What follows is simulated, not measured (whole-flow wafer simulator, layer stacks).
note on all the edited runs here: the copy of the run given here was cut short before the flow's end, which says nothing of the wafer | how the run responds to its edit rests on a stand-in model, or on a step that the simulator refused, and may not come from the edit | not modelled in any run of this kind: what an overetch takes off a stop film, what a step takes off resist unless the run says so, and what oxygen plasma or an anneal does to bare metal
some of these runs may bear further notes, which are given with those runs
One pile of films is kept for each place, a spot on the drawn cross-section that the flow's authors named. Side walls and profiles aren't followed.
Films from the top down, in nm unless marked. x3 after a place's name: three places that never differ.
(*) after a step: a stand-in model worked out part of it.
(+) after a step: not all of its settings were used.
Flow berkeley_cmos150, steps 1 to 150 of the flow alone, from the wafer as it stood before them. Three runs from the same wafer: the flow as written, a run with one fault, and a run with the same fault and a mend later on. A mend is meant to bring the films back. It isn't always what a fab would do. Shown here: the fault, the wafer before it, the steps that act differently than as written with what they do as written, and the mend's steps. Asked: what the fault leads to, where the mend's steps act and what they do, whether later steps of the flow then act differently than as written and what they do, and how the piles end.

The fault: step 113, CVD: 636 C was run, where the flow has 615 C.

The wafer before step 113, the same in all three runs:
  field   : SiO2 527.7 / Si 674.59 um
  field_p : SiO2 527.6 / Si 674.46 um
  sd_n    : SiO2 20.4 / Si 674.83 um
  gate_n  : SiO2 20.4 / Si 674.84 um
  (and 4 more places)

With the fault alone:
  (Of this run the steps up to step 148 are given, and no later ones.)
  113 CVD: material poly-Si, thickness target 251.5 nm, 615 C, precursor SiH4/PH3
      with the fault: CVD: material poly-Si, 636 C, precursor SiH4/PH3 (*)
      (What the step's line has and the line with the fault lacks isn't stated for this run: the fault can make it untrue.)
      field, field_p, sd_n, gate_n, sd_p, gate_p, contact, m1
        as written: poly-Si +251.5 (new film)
        with the fault: poly-Si +396.2 (new film)
  Later steps of the flow that act differently than as written (6 more steps differ only slightly, by at most 2% or 0.5 nm, whichever is larger, and aren't shown):
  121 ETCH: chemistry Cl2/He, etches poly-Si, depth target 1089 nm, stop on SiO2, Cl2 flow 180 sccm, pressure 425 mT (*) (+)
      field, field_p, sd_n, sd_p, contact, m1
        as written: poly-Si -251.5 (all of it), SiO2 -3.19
        with the fault: poly-Si -396.2 (all of it), SiO2 -3.19
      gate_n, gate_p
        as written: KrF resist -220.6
        with the fault: KrF resist -323.9
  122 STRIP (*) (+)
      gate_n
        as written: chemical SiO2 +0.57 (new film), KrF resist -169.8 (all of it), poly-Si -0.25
        with the fault: chemical SiO2 +0.66 (new film), KrF resist -67.3 (all of it), poly-Si -0.29
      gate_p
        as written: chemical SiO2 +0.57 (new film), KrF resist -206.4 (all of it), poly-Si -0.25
        with the fault: chemical SiO2 +0.66 (new film), KrF resist -103.7 (all of it), poly-Si -0.29
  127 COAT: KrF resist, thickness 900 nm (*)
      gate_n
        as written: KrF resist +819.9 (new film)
        with the fault: KrF resist +716.4 (new film)
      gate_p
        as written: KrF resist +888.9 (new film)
        with the fault: KrF resist +784 (new film)
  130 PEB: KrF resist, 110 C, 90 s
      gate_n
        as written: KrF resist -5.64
        with the fault: KrF resist -4.91
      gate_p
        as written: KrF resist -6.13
        with the fault: KrF resist -5.39
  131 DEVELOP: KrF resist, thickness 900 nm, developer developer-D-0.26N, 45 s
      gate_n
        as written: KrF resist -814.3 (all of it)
        with the fault: KrF resist -711.5 (all of it)
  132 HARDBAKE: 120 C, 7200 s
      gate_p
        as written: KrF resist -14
        with the fault: KrF resist -12.2
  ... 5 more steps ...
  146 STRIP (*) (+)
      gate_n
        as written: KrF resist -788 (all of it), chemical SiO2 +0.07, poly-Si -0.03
        with the fault: KrF resist -687 (all of it), chemical SiO2 +0.07
  After step 148 the piles differ from the flow's by more than 2% or 0.5 nm, whichever is larger, at gate_n, gate_p.
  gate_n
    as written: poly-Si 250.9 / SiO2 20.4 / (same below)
    with the fault: poly-Si 395.6 / SiO2 20.4 / (same below)
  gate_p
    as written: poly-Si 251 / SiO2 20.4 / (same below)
    with the fault: poly-Si 395.6 / SiO2 20.4 / (same below)

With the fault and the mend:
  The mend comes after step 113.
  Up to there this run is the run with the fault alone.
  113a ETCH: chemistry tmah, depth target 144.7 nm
      field, field_p, sd_n, gate_n, sd_p, gate_p, contact, m1
        poly-Si -144.7
  No later step of the flow acts differently than as written, at any place that is followed, by more than 2% or 0.5 nm, whichever is larger.
  At the end the piles differ from the flow's only slightly at the places that both follow, by at most 2% or 0.5 nm, whichever is larger.
